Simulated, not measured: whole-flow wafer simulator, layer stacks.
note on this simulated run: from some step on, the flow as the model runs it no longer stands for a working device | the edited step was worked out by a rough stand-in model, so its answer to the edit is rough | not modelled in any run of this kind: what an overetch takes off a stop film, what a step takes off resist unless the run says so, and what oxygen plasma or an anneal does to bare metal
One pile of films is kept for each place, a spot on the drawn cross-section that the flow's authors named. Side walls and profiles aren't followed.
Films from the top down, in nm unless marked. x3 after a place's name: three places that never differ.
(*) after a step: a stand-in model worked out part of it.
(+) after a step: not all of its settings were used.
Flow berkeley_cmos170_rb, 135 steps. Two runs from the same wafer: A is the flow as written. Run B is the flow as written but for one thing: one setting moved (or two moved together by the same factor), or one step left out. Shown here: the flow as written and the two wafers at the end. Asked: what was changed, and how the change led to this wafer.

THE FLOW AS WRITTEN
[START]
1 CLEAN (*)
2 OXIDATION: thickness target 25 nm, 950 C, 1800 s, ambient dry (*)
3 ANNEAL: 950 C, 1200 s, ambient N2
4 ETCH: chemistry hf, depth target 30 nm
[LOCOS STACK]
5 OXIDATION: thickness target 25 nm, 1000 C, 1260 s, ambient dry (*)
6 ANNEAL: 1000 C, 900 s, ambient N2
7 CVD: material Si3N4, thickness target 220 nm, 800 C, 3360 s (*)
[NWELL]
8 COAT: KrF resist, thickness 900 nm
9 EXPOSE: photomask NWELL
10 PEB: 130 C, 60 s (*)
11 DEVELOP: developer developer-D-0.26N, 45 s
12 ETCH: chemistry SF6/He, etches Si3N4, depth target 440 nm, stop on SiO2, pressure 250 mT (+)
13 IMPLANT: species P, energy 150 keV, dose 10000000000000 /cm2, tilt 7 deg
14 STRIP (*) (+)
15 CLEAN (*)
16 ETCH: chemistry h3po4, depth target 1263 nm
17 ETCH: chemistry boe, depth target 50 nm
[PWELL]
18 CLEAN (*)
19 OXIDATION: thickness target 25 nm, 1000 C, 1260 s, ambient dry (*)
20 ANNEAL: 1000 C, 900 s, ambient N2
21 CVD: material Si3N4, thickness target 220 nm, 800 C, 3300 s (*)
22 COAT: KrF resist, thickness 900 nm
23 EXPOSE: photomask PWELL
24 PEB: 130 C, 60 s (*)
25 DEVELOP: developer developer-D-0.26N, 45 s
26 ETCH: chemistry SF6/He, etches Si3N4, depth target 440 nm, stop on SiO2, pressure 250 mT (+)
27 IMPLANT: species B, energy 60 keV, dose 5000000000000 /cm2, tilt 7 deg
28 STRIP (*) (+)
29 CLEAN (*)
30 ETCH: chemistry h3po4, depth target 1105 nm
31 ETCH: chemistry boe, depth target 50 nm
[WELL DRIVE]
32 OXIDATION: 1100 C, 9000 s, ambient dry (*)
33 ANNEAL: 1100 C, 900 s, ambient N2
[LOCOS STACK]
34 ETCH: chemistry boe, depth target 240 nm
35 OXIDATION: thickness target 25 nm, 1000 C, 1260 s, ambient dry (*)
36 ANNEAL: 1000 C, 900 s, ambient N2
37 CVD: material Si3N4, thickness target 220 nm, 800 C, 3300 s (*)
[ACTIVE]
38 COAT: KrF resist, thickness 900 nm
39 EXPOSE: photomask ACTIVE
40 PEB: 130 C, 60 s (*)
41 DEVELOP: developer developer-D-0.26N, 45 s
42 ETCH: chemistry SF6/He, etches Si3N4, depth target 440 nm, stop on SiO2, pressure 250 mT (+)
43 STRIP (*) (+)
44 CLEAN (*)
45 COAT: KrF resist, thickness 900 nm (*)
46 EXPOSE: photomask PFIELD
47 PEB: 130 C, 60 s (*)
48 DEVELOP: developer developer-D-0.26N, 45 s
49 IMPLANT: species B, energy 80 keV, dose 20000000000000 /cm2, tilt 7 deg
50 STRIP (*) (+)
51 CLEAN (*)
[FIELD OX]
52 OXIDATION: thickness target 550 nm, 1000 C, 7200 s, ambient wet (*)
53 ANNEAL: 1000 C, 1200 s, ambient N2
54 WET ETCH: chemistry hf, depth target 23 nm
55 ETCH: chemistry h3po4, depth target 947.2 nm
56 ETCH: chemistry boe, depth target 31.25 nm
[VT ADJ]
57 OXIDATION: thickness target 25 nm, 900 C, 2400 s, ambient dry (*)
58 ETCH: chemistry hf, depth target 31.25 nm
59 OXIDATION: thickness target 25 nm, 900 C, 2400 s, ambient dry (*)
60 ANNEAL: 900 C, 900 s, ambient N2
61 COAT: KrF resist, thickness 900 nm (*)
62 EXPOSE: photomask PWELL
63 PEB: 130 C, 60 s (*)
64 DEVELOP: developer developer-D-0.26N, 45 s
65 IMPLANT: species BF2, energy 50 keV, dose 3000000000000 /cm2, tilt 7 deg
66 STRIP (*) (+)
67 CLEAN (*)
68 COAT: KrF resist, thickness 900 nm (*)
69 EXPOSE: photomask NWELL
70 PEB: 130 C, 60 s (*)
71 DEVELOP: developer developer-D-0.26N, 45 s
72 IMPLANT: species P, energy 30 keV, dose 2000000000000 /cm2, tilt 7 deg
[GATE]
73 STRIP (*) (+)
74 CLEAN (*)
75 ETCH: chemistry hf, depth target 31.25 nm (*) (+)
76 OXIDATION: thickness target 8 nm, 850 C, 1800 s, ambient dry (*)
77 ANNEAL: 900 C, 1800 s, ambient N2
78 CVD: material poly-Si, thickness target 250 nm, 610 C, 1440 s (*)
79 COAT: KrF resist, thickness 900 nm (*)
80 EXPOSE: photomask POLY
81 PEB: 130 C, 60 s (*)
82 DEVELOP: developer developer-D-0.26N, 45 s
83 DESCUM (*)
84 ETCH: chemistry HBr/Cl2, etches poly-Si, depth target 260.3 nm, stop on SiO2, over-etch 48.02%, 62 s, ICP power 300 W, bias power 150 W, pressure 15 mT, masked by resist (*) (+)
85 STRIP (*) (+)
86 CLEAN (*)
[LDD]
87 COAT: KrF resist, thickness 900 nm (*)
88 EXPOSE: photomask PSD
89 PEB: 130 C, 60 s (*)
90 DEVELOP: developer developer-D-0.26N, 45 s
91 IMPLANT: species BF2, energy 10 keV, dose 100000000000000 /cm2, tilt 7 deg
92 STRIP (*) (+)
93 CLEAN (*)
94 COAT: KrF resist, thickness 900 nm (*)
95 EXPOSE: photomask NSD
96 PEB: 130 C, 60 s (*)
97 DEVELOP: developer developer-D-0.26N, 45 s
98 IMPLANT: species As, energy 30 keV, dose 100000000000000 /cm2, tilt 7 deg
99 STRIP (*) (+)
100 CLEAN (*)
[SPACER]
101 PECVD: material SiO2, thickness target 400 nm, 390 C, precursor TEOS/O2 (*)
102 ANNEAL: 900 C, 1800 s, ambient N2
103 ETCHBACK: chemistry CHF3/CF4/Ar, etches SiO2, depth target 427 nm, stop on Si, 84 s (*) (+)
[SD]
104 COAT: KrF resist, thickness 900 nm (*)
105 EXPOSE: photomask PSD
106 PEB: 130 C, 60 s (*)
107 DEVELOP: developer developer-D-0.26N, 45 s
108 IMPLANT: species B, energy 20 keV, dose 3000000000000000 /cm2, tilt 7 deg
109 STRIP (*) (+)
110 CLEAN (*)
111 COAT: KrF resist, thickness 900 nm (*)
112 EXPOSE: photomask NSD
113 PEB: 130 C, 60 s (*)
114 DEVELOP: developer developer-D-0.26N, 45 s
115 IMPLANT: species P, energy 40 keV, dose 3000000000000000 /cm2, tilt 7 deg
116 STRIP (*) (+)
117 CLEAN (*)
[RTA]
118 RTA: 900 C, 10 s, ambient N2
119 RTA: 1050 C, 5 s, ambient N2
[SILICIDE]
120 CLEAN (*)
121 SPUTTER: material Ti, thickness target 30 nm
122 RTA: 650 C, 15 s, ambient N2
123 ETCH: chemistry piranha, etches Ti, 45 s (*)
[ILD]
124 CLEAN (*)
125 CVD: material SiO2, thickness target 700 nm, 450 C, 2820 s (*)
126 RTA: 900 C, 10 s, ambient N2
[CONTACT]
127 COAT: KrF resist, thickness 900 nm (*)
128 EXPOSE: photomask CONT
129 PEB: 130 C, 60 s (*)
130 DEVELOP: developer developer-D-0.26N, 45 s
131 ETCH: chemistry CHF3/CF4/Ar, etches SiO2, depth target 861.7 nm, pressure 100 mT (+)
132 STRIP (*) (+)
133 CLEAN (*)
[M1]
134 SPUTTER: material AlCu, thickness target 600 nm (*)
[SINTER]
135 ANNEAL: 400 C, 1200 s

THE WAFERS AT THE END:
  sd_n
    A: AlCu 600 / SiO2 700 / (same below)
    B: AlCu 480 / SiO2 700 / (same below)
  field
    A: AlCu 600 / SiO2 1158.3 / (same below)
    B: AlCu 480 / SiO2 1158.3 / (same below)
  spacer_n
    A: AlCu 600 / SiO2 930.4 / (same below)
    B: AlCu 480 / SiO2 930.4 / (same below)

The cause: step 134, SPUTTER: thickness target 480 nm was run, where the flow has thickness target 600 nm.
It can be read off the wafer: sd_n has AlCu 480, and step 134 as written asks for 600 nm.

How the change led to this, step by step:
  134 SPUTTER: material AlCu, thickness target 600 nm (*)
      field, sd_n, spacer_n, gate, spacer_p, gate_p, m1: A AlCu +600 (new film) | B AlCu +480 (new film)
      sd_p: A AlCu +545.9 (new film) | B AlCu +432.3 (new film)
      (and at 1 more place)
